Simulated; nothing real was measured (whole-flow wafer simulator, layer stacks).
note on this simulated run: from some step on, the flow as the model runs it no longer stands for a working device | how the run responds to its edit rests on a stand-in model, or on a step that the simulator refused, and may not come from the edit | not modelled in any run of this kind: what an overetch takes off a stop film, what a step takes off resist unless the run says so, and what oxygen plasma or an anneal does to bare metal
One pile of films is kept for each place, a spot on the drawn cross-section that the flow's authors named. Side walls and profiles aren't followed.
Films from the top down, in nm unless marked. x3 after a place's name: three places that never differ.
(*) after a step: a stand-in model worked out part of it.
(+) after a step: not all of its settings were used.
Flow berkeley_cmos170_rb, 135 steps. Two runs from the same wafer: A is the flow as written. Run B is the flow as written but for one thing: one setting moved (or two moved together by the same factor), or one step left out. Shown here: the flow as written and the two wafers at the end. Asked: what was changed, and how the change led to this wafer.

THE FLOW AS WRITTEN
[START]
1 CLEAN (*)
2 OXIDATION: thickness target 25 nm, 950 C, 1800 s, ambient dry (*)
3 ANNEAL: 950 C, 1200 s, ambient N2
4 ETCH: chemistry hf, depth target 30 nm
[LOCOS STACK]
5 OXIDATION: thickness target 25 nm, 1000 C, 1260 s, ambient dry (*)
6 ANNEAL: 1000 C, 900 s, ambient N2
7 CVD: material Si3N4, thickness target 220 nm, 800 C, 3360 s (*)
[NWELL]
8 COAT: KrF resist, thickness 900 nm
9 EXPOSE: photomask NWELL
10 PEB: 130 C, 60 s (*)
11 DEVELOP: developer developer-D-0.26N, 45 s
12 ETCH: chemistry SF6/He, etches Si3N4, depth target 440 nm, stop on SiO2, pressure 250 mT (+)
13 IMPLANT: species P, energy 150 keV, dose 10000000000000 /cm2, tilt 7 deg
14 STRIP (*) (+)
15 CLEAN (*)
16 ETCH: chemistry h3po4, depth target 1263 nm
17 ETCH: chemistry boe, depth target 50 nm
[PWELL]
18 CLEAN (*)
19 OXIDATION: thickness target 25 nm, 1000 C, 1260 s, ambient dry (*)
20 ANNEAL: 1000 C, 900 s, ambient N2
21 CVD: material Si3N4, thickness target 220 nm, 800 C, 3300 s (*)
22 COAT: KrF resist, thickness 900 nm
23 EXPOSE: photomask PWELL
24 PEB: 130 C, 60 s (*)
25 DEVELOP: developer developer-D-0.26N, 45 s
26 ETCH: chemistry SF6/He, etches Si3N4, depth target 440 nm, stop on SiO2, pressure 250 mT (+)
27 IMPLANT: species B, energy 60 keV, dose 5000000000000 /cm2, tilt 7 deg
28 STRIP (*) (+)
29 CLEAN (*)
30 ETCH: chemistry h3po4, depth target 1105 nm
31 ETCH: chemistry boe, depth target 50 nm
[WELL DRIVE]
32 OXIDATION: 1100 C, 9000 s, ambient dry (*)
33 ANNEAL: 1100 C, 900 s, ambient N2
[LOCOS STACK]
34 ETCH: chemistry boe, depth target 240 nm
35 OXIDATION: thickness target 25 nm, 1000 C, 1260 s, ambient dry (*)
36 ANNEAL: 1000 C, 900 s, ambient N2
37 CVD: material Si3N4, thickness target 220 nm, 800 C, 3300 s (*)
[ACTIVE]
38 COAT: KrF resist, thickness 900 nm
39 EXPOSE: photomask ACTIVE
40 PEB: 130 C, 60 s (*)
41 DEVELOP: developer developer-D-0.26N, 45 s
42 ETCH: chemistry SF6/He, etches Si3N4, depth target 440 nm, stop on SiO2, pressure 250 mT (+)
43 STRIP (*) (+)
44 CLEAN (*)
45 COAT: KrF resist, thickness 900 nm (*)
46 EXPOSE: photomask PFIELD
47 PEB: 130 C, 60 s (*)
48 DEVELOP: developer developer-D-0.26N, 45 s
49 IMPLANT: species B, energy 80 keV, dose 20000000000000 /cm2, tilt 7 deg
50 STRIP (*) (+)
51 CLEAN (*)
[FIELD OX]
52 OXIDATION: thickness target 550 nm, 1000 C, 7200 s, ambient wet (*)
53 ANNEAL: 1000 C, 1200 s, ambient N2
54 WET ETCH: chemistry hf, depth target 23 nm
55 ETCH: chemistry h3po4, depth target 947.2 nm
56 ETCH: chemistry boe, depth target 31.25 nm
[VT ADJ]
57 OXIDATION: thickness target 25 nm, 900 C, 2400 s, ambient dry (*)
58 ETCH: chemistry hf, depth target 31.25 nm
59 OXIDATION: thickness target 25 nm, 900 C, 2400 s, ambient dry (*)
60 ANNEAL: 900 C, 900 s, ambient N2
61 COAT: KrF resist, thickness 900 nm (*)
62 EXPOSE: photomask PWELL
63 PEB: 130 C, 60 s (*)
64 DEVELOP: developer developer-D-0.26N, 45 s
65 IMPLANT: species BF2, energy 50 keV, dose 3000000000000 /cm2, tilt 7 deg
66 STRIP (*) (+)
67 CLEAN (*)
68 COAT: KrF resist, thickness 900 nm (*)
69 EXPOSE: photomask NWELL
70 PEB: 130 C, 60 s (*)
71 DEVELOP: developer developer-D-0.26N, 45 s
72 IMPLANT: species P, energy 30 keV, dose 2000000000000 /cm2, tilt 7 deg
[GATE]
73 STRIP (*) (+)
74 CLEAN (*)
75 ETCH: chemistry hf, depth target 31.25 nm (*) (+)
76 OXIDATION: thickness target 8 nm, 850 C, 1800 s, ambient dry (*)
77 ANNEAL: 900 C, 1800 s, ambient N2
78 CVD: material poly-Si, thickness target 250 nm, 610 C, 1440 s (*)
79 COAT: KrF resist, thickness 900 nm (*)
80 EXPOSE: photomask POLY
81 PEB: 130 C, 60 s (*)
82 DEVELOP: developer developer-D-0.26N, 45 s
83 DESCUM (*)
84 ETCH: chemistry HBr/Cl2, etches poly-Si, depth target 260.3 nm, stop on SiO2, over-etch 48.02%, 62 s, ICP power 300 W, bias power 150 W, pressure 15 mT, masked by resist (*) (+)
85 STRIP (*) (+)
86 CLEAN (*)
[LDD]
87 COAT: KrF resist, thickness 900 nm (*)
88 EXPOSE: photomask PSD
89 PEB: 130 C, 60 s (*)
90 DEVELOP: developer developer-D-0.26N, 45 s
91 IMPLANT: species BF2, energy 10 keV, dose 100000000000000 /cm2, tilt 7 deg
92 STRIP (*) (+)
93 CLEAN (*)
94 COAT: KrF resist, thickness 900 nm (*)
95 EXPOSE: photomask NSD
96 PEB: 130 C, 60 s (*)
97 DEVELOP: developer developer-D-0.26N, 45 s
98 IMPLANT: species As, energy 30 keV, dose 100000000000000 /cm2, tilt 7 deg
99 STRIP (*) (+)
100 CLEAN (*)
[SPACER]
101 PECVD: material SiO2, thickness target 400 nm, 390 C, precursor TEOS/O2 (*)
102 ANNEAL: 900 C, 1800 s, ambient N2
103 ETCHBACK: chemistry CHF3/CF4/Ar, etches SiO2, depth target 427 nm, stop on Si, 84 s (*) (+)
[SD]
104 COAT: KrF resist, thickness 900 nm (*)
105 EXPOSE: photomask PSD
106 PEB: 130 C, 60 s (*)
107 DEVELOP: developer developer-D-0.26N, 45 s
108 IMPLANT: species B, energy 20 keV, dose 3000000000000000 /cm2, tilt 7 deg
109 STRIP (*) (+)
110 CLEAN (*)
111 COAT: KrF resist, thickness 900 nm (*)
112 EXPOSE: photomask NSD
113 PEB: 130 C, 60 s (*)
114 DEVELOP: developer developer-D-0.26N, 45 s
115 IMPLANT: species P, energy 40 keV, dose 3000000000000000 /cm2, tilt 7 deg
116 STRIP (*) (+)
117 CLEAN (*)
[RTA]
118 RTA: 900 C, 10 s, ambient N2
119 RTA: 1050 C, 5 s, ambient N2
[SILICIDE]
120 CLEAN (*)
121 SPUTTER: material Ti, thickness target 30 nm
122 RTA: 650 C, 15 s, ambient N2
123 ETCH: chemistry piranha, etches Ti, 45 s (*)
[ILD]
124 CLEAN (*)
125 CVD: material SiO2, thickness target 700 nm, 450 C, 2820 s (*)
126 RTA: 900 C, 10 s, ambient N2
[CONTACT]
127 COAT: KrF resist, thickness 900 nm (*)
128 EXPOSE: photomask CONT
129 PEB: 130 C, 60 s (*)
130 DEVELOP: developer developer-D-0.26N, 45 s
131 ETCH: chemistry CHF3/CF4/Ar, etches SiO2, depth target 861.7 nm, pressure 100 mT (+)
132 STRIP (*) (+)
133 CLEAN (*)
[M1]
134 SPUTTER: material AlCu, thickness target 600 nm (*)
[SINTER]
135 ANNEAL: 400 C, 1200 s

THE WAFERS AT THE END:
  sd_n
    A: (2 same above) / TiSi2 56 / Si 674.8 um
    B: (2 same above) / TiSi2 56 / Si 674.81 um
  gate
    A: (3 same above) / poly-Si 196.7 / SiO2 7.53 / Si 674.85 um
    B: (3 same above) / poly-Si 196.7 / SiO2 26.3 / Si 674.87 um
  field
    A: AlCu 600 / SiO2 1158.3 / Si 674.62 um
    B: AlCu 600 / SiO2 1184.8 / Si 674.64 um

The cause: step 34, ETCH: depth target 108 nm was run, where the flow has depth target 240 nm.

How the change led to this, step by step:
  34 ETCH: chemistry boe, depth target 240 nm
      field, sd_n, spacer_n and 6 more: A SiO2 -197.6 (all of it) | B SiO2 -108
  35 OXIDATION: thickness target 25 nm, 1000 C, 1260 s, ambient dry (*)
      field, sd_n, spacer_n and 6 more: A SiO2 +26.6 (new film), Si -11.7 | B SiO2 +12.2, Si -5.36
  52 OXIDATION: thickness target 550 nm, 1000 C, 7200 s, ambient wet (*)
      gate, sd_p: A SiO2 +12.9 (new film), Si3N4 -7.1, SiO2 +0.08, Si -0.08 | B SiO2 +12.9 (new film), Si3N4 -7.1
      sd_n: A SiO2 +12.9 (new film), Si3N4 -7.1, SiO2 +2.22, Si -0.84 | B SiO2 +12.9 (new film), Si3N4 -7.1
      (and at 2 more places)
  56 ETCH: chemistry boe, depth target 31.25 nm
      spacer_n, gate, sd_p, spacer_p, gate_p, contact: A SiO2 -26.6 (all of it) | B SiO2 -31.2
      sd_n: A SiO2 -28.8 (all of it) | B SiO2 -31.2
      (and at 1 more place)
  57 OXIDATION: thickness target 25 nm, 900 C, 2400 s, ambient dry (*)
      sd_n, spacer_n, gate, sd_p, spacer_p, gate_p, contact, m1: A SiO2 +15 (new film), Si -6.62 | B SiO2 +7.45, Si -3.28
  58 ETCH: chemistry hf, depth target 31.25 nm
      sd_n, spacer_n, gate, sd_p, spacer_p, gate_p, contact, m1: A SiO2 -15 (all of it) | B SiO2 -31.2
  59 OXIDATION: thickness target 25 nm, 900 C, 2400 s, ambient dry (*)
      sd_n, spacer_n, gate, sd_p, spacer_p, gate_p, contact, m1: A SiO2 +15 (new film), Si -6.62 | B SiO2 +7.26, Si -3.19
  75 ETCH: chemistry hf, depth target 31.25 nm (*) (+)
      sd_n, spacer_n, gate, sd_p, spacer_p, gate_p, contact, m1: A SiO2 -15 (all of it) | B SiO2 -31.3
  76 OXIDATION: thickness target 8 nm, 850 C, 1800 s, ambient dry (*)
      sd_n, spacer_n, gate, sd_p, spacer_p, gate_p, contact, m1: A SiO2 +7.53 (new film), Si -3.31 | B SiO2 +3.61, Si -1.59
  103 ETCHBACK: chemistry CHF3/CF4/Ar, etches SiO2, depth target 427 nm, stop on Si, 84 s (*) (+)
      sd_n, contact, m1: A SiO2 -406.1 (all of it) | B SiO2 -424.9 (all of it)
      sd_p: A SiO2 -388.4 (all of it) | B SiO2 -405 (all of it)
  104 COAT: KrF resist, thickness 900 nm (*)
      sd_n: A KrF resist +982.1 (new film) | B KrF resist +1008 (new film)
      sd_p: A KrF resist +990.7 (new film) | B KrF resist +1015.3 (new film)
  107 DEVELOP: developer developer-D-0.26N, 45 s
      sd_p: A KrF resist -990.7 (all of it) | B KrF resist -1015.3 (all of it)
  109 STRIP (*) (+)
      sd_n: A KrF resist -967.9 (all of it) | B KrF resist -993.8 (all of it)
  111 COAT: KrF resist, thickness 900 nm (*)
      sd_n: A KrF resist +982.1 (new film) | B KrF resist +1008 (new film)
      sd_p: A KrF resist +990.7 (new film) | B KrF resist +1015.3 (new film)
  114 DEVELOP: developer developer-D-0.26N, 45 s
      sd_n: A KrF resist -982.1 (all of it) | B KrF resist -1008 (all of it)
  116 STRIP (*) (+)
      sd_p: A KrF resist -976.5 (all of it) | B KrF resist -1001.1 (all of it)
  ... 5 more steps ...
  134 SPUTTER: material AlCu, thickness target 600 nm (*)
      sd_p: A AlCu +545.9 (new film) | B AlCu +532.5 (new film)
